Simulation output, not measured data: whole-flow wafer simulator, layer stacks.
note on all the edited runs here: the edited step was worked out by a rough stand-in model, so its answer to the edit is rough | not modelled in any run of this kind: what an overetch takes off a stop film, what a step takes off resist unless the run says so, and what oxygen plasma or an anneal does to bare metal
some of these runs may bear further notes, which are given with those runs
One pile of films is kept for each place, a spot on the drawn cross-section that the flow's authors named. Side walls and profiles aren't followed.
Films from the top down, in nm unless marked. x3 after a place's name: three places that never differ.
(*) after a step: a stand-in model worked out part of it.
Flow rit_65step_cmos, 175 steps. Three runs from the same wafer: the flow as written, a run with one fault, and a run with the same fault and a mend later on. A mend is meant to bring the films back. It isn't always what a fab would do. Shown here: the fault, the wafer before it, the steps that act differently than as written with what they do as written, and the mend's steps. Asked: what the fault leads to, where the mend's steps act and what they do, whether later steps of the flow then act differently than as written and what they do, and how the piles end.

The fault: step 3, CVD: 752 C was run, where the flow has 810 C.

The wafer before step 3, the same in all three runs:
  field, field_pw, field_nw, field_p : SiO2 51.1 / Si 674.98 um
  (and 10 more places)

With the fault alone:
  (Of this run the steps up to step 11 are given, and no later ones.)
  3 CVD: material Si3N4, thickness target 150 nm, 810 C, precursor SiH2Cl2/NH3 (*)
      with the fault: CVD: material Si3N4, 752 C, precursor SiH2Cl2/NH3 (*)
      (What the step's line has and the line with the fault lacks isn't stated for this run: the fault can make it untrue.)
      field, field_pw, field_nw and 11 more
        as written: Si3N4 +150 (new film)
        with the fault: Si3N4 +61.9 (new film)
  No later step of the flow up to step 11 acts differently than as written at any place that is followed.
  After step 11 the piles differ from the flow's by more than 2% or 0.5 nm, whichever is larger, at field, field_pw, field_nw and 11 more.
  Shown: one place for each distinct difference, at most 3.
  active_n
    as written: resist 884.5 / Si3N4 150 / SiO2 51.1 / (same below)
    with the fault: resist 884.5 / Si3N4 61.9 / SiO2 51.1 / (same below)
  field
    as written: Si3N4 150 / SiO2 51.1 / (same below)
    with the fault: Si3N4 61.9 / SiO2 51.1 / (same below)

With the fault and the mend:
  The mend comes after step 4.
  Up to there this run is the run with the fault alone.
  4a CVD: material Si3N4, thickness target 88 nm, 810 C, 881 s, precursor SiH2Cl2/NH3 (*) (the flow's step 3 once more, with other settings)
      field, field_pw, field_nw and 11 more
        Si3N4 +88
  No later step of the flow acts differently than as written, at any place that is followed, by more than 2% or 0.5 nm, whichever is larger.
  At the end the piles are the same as the flow's at every place that both follow.
